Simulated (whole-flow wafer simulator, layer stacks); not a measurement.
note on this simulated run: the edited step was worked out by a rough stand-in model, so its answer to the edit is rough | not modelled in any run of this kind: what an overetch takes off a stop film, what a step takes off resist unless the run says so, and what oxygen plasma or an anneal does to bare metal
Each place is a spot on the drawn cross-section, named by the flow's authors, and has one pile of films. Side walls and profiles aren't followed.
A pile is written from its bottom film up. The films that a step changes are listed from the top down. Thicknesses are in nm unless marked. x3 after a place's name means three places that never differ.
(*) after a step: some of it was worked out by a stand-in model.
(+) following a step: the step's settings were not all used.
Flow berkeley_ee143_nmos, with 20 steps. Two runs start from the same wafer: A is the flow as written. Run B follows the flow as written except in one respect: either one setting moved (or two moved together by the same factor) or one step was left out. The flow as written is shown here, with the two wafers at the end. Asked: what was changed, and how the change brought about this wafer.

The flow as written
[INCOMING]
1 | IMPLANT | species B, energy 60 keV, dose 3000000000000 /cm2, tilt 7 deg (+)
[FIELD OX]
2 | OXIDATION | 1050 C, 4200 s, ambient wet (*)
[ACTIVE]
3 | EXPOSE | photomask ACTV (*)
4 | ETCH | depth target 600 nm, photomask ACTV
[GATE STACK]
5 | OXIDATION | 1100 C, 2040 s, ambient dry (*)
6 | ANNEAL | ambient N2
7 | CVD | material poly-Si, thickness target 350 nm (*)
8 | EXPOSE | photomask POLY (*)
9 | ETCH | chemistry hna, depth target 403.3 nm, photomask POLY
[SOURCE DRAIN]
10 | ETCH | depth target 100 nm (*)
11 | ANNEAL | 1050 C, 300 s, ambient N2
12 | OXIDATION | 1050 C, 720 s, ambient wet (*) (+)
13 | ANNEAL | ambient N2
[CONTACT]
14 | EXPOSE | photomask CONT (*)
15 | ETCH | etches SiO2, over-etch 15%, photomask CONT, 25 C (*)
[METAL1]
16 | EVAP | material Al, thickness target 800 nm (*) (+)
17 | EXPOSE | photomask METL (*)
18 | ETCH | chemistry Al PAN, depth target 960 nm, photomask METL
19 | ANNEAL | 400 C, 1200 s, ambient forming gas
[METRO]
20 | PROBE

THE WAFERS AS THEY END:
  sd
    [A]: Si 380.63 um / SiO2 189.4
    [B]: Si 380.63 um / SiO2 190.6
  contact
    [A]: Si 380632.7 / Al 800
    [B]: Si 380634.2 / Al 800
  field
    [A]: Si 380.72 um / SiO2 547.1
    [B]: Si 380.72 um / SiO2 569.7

The reason: step 10, ETCH: depth target 75 nm was run, whereas the flow has depth target 100 nm.

The path from the change to this, step by step:
  10 | ETCH | depth target 100 nm (*)
      sd, contact: A SiO2 loses 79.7 (all of it) | B SiO2 loses 75
      field: A SiO2 loses 100 | B SiO2 loses 75
  12 | OXIDATION | 1050 C, 720 s, ambient wet (*) (+)
      sd, contact: A SiO2 gains 189.4 (new film), Si loses 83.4 | B SiO2 gains 186, Si loses 81.8
      field: A SiO2 gains 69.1, Si loses 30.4 | B SiO2 gains 66.7, Si loses 29.4
